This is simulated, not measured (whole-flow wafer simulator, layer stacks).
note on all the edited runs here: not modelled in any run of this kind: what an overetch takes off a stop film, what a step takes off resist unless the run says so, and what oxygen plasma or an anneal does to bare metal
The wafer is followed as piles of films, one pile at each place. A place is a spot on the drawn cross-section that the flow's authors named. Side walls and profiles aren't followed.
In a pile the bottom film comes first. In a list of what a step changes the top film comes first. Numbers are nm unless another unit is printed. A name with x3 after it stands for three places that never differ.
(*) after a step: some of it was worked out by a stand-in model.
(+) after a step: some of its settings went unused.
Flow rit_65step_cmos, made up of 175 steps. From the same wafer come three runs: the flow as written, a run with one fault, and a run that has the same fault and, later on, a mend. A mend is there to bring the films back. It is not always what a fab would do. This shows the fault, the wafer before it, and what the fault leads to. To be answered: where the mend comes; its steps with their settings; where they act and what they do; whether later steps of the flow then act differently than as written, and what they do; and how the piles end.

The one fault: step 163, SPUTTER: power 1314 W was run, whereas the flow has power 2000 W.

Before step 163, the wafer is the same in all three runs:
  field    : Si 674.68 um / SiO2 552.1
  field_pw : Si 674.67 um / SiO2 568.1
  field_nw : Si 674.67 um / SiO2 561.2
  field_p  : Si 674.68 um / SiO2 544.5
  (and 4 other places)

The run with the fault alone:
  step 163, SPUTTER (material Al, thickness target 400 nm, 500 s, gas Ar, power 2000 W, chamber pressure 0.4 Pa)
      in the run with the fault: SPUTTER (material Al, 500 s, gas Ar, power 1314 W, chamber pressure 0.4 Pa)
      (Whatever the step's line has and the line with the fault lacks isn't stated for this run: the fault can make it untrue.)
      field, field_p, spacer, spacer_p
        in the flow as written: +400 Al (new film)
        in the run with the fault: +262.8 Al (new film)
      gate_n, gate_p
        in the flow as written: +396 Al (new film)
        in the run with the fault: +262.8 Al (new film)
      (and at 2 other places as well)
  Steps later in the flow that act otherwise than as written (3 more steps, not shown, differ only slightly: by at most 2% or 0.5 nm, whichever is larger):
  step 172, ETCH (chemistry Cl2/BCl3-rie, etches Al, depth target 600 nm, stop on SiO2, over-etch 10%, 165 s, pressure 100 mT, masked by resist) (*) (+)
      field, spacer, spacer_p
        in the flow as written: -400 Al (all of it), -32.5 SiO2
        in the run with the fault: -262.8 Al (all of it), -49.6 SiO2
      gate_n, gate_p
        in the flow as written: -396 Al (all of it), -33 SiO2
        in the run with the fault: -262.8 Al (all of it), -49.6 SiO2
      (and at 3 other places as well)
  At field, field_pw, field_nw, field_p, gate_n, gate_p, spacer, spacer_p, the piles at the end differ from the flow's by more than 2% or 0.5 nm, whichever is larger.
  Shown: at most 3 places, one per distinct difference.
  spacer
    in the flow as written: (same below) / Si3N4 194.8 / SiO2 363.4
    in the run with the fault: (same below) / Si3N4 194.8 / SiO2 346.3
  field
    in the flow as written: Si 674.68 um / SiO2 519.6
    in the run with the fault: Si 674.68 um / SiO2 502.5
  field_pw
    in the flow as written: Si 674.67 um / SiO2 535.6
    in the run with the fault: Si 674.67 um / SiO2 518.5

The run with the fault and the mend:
  The mend stands after step 164.
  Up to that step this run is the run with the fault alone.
  step 164a, ETCH (chemistry al pan, depth target 303.1 nm)
      field, field_p, gate_n, gate_p, spacer, spacer_p
        -262.8 Al (all of it)
      field_pw, field_nw
        -262.6 Al (all of it)
  step 164b, SPUTTER (material Al, thickness target 400 nm, 500 s, gas Ar, power 2000 W, chamber pressure 0.4 Pa) (the flow's step 163, run once more)
      field, field_pw, field_p, spacer, spacer_p
        +400 Al (new film)
      gate_n, gate_p
        +396 Al (new film)
      field_nw
        +397.2 Al (new film)
  None of the later steps of the flow acts differently than as written at any place that is followed.
  By the end, the piles equal the flow's at every place that both follow.
